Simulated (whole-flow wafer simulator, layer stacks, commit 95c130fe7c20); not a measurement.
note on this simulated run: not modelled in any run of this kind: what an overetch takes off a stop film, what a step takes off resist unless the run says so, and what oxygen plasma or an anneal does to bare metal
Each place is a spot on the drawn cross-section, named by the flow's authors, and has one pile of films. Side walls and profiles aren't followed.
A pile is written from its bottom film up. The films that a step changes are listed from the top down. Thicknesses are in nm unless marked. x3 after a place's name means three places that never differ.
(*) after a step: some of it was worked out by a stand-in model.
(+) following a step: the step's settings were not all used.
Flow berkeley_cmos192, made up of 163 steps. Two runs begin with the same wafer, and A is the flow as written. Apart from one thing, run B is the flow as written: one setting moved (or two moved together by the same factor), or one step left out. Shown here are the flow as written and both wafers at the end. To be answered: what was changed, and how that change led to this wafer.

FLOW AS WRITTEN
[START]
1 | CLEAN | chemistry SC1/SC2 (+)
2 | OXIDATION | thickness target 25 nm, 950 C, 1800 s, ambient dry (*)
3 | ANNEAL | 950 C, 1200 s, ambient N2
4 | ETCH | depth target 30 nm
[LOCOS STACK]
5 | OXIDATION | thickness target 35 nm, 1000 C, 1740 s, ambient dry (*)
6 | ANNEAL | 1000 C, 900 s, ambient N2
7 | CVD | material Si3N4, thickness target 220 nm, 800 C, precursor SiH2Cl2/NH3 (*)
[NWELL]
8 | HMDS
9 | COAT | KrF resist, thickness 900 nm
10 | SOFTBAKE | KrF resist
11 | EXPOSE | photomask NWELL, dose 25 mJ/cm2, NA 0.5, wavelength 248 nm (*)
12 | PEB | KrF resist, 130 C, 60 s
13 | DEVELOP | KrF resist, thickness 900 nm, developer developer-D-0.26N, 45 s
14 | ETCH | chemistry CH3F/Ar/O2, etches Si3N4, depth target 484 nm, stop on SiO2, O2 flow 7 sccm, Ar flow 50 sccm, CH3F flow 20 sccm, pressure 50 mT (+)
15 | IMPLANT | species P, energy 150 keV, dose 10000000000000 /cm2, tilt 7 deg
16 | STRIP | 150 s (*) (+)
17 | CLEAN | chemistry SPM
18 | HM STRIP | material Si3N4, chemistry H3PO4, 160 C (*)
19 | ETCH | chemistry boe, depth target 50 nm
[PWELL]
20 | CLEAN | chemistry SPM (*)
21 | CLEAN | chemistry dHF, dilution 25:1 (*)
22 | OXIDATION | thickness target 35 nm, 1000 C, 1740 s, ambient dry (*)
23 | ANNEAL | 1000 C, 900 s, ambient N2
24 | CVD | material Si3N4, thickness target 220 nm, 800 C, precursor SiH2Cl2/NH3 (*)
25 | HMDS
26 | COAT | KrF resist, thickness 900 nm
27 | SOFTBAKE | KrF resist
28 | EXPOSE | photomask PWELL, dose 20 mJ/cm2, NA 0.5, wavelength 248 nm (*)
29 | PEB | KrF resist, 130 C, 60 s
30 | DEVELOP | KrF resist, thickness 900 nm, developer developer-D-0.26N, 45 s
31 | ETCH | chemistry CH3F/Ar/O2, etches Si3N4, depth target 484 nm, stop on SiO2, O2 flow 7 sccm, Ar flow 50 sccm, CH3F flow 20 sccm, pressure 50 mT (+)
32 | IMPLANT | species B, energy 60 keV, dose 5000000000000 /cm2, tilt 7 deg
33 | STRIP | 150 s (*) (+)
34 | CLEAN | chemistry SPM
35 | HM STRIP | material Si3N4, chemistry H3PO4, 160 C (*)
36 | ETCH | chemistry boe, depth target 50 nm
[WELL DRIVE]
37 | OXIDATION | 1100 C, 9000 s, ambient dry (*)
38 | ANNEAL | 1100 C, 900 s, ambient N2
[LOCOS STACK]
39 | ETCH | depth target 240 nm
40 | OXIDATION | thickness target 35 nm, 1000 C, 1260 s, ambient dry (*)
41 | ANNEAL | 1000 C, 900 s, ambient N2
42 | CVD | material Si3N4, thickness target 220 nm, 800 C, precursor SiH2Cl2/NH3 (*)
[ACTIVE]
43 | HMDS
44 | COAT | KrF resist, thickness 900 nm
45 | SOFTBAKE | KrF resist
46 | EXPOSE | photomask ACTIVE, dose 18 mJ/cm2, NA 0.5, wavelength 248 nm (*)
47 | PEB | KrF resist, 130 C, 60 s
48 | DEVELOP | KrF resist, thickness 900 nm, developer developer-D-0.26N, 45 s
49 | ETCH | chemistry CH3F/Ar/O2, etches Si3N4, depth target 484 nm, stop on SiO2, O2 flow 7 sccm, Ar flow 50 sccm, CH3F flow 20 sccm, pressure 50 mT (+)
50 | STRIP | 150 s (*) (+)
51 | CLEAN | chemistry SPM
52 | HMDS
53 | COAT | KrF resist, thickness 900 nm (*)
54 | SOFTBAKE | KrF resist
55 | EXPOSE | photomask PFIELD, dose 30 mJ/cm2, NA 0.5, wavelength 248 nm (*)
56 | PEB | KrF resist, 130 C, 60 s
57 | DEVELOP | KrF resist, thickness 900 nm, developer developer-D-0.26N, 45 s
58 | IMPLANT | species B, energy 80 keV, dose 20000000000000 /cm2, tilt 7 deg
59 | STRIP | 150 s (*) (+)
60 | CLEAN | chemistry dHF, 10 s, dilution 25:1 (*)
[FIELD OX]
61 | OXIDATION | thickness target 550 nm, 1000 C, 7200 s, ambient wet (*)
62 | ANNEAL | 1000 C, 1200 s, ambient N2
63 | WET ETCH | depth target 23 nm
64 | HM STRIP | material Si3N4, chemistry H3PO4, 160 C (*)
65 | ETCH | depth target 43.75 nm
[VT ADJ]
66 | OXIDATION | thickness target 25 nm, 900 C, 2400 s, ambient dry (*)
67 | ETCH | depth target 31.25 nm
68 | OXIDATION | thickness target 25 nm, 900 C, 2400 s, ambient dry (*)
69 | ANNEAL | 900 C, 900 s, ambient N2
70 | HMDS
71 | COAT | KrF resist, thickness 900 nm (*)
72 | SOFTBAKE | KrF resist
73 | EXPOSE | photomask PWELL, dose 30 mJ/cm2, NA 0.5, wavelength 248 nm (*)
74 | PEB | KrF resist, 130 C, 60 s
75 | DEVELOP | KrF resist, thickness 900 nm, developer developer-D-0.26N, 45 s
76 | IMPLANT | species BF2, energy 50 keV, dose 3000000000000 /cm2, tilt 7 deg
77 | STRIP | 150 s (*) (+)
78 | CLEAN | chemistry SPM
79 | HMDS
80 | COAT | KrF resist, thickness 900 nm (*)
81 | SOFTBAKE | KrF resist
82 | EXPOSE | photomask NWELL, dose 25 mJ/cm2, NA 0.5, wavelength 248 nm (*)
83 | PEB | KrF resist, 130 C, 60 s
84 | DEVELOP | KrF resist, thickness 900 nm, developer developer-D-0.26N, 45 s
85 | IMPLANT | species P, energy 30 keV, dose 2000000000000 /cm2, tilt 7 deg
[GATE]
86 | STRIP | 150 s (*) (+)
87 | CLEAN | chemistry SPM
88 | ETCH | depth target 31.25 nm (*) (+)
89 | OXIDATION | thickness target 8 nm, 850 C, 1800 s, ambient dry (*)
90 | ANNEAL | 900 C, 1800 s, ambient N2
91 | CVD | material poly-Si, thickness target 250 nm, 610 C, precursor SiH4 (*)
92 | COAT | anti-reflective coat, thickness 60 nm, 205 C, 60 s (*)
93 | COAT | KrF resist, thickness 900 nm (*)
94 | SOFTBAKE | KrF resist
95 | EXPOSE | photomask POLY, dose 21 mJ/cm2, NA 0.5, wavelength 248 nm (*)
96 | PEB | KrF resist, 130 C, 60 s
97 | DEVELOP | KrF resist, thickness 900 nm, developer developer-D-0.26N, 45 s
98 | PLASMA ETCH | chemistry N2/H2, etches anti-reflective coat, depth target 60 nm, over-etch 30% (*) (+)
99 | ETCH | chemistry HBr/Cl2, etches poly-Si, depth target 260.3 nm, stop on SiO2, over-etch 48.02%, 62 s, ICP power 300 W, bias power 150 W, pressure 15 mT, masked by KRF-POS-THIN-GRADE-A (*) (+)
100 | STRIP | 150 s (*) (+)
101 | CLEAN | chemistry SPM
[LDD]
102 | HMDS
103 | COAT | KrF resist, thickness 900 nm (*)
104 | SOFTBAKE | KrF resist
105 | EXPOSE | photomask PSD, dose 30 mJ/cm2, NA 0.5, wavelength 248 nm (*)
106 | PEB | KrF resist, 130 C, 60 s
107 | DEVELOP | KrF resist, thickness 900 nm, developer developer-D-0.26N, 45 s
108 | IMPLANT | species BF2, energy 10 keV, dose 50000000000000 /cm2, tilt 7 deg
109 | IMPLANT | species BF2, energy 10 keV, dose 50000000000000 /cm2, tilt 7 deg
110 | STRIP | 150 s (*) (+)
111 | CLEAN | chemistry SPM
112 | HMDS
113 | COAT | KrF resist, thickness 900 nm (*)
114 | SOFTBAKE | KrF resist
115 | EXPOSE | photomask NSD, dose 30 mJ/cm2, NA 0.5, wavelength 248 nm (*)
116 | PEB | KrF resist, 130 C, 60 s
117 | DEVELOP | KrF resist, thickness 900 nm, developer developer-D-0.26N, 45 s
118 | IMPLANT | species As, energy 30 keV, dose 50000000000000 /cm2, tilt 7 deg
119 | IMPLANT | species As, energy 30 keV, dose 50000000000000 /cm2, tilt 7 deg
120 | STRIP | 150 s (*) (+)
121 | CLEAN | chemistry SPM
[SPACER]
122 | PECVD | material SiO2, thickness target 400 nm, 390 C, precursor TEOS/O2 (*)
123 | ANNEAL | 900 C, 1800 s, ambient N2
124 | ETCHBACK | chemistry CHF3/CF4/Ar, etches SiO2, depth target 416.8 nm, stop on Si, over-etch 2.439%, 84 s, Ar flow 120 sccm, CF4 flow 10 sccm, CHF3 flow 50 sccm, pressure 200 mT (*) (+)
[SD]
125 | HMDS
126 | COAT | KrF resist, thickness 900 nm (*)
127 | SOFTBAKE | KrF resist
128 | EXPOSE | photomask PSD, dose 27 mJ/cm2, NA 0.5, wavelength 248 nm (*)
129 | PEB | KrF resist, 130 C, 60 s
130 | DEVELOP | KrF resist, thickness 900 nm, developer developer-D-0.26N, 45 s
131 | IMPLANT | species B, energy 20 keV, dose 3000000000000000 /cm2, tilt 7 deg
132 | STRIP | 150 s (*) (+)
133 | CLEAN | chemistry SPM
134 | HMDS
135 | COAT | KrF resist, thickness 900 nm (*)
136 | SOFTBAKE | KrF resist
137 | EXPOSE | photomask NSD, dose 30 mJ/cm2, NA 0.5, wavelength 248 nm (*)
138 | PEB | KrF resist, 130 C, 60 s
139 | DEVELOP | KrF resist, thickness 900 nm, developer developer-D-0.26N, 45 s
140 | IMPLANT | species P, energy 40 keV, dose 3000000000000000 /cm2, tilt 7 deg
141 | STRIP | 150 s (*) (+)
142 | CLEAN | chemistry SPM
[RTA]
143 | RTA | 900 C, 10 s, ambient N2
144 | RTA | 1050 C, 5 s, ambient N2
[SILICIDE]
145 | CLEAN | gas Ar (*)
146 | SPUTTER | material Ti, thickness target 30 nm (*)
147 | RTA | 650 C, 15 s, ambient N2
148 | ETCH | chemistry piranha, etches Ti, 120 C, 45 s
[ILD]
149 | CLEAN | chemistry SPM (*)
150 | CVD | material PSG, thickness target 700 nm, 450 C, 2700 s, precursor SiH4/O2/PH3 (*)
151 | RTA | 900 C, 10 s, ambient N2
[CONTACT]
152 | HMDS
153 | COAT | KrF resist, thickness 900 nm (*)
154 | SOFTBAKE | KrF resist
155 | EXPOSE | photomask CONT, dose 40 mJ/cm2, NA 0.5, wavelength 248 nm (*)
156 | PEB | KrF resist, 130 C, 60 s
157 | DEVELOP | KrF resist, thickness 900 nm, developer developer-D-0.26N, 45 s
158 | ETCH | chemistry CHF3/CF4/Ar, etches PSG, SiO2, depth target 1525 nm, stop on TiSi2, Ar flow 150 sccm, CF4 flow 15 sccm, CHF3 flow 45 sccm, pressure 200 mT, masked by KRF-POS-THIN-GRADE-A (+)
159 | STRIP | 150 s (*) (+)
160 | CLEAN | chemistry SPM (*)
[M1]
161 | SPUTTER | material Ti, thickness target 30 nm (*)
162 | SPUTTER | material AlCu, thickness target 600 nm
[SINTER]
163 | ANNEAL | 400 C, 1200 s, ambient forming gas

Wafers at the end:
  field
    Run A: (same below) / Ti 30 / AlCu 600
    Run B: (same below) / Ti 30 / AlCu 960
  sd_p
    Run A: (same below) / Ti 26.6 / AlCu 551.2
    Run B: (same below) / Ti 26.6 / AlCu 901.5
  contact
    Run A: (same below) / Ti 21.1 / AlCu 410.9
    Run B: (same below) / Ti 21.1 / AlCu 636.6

What caused this: step 162, SPUTTER: thickness target 960 nm was run, while the flow as written has thickness target 600 nm.
The wafer lets one read it off: field has AlCu 960, and step 162 as written asks for 600 nm.

Step by step, how the change led to this:
  162 | SPUTTER | material AlCu, thickness target 600 nm
      field, sd_n, spacer_n, gate, spacer_p, gate_p, m1: A +600 AlCu (new film) | B +960 AlCu (new film)
      sd_p: A +551.2 AlCu (new film) | B +901.5 AlCu (new film)
      (also at 1 further place)
